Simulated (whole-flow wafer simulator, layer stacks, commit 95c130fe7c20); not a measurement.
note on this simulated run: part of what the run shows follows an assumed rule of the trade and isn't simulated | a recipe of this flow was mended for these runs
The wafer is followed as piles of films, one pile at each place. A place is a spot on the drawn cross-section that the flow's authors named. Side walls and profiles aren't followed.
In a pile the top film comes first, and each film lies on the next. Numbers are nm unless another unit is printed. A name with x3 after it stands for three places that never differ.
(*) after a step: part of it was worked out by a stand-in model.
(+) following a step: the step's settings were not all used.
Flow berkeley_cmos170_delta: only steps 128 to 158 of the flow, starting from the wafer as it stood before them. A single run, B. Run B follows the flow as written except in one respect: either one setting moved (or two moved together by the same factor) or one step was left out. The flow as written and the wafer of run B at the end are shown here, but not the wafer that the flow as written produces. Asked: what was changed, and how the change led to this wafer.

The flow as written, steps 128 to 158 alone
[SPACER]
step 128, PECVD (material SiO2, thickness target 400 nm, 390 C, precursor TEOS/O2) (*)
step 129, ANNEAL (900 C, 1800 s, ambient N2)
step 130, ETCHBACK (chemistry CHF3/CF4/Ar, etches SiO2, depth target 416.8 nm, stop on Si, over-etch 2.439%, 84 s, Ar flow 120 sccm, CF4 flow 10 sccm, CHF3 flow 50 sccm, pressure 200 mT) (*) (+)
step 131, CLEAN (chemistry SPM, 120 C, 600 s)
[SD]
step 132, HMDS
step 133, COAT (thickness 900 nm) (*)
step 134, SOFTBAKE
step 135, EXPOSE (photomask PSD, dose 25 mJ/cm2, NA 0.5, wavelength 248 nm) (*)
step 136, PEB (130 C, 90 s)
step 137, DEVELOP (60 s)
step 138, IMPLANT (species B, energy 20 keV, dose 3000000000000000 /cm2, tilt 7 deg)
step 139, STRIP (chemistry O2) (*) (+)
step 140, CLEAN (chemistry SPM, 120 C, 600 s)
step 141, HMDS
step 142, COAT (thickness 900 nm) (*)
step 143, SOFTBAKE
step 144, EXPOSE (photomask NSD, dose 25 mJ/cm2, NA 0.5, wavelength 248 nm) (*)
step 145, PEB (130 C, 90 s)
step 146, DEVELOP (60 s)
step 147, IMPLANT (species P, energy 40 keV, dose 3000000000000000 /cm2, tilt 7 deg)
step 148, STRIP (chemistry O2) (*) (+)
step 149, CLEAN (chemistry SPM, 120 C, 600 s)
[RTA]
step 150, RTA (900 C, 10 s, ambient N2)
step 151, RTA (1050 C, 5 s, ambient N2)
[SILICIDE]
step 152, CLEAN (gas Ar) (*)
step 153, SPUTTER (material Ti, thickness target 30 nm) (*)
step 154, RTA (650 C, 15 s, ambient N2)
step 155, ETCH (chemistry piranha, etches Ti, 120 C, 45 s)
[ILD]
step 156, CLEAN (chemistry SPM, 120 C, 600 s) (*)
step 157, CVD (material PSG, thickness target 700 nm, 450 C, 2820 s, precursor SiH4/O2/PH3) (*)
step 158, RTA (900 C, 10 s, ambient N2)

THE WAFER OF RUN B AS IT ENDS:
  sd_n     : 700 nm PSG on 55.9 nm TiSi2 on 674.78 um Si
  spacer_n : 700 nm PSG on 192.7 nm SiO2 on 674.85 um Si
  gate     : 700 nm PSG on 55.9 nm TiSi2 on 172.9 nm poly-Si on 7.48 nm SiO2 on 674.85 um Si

Cause: step 128, PECVD: thickness target 200 nm was run, whereas the flow has thickness target 400 nm.

The path from the change to this, step by step:
  step 128, PECVD (material SiO2, thickness target 400 nm, 390 C, precursor TEOS/O2) (*)
      field, sd_n, contact, m1: SiO2 gains 200 (in the flow as written it would be: SiO2 gains 400)
      spacer_n, sd_p, spacer_p: SiO2 gains 192.4 (in the flow as written it would be: SiO2 gains 383.7)
      (as well as at 2 more places)
  step 130, ETCHBACK (chemistry CHF3/CF4/Ar, etches SiO2, depth target 416.8 nm, stop on Si, over-etch 2.439%, 84 s, Ar flow 120 sccm, CF4 flow 10 sccm, CHF3 flow 50 sccm, pressure 200 mT) (*) (+)
      spacer_n, spacer_p: nothing (in the flow as written it would be: SiO2 loses 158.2)
      sd_n: SiO2 loses 206 (all of it), Si loses 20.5 (in the flow as written it would be: SiO2 loses 406 (all of it), Si loses 2.34)
      (as well as at 5 more places)
  step 133, COAT (thickness 900 nm) (*)
      field: KrF-resist gains 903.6 (new film) (in the flow as written it would be: KrF-resist gains 861.2 (new film))
      sd_n: KrF-resist gains 911.9 (new film) (in the flow as written it would be: KrF-resist gains 1013.7 (new film))
      (as well as at 7 more places)
  step 137, DEVELOP (60 s)
      sd_p: KrF-resist loses 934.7 (all of it) (in the flow as written it would be: KrF-resist loses 1014.9 (all of it))
      spacer_p: KrF-resist loses 742.9 (all of it) (in the flow as written it would be: KrF-resist loses 792.3 (all of it))
      (as well as at 1 more place)
  step 139, STRIP (chemistry O2) (*) (+)
      field: KrF-resist loses 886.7 (all of it) (in the flow as written it would be: KrF-resist loses 844.3 (all of it))
      sd_n: KrF-resist loses 894.9 (all of it), chemical SiO2 gains 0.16, Si loses 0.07 (in the flow as written it would be: KrF-resist loses 996.5 (all of it), chemical SiO2 gains 0.17, Si loses 0.08)
      (as well as at 4 more places)
  step 142, COAT (thickness 900 nm) (*)
      field: KrF-resist gains 903.6 (new film) (in the flow as written it would be: KrF-resist gains 861.6 (new film))
      sd_n: KrF-resist gains 911.9 (new film) (in the flow as written it would be: KrF-resist gains 1013.7 (new film))
      (as well as at 7 more places)
  step 146, DEVELOP (60 s)
      sd_n: KrF-resist loses 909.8 (all of it) (in the flow as written it would be: KrF-resist loses 1011.4 (all of it))
      spacer_n: KrF-resist loses 743.4 (all of it) (in the flow as written it would be: KrF-resist loses 799.8 (all of it))
      (as well as at 3 more places)
  step 148, STRIP (chemistry O2) (*) (+)
      field: KrF-resist loses 886.7 (all of it) (in the flow as written it would be: KrF-resist loses 844.7 (all of it))
      sd_p: KrF-resist loses 919.6 (all of it), chemical SiO2 gains 0.07 (in the flow as written it would be: KrF-resist loses 999.9 (all of it), chemical SiO2 gains 0.07)
      (as well as at 2 more places)
  step 153, SPUTTER (material Ti, thickness target 30 nm) (*)
      sd_p: Ti gains 30 (new film) (in the flow as written it would be: Ti gains 27.5 (new film))
  step 154, RTA (650 C, 15 s, ambient N2)
      sd_p: Ti loses 23.4, TiSi first gains 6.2 (new film), TiSi2 C49 gains 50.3 (new film), Si loses 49 (in the flow as written it would be: Ti loses 21.5, TiSi first gains 1.37 (new film), TiSi2 C49 gains 52.5 (new film), Si loses 47.8)
  step 155, ETCH (chemistry piranha, etches Ti, 120 C, 45 s)
      sd_p: Ti loses 6.6 (all of it), TiSi first loses 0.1 (in the flow as written it would be: Ti loses 6.05 (all of it), TiSi first loses 0.1)
  step 157, CVD (material PSG, thickness target 700 nm, 450 C, 2820 s, precursor SiH4/O2/PH3) (*)
      sd_p: PSG gains 700 (new film) (in the flow as written it would be: PSG gains 659.7 (new film))
  step 158, RTA (900 C, 10 s, ambient N2)
      sd_p: under 1 film: TiSi2 gains 55.9 (new film), TiSi first loses 6.09 (all of it), TiSi2 C49 loses 50.3 (all of it), Si loses 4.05 (in the flow as written it would be: under 1 film: TiSi2 gains 51.3 (new film), TiSi first loses 1.27 (all of it), TiSi2 C49 loses 52.5 (all of it), Si loses 0.84)
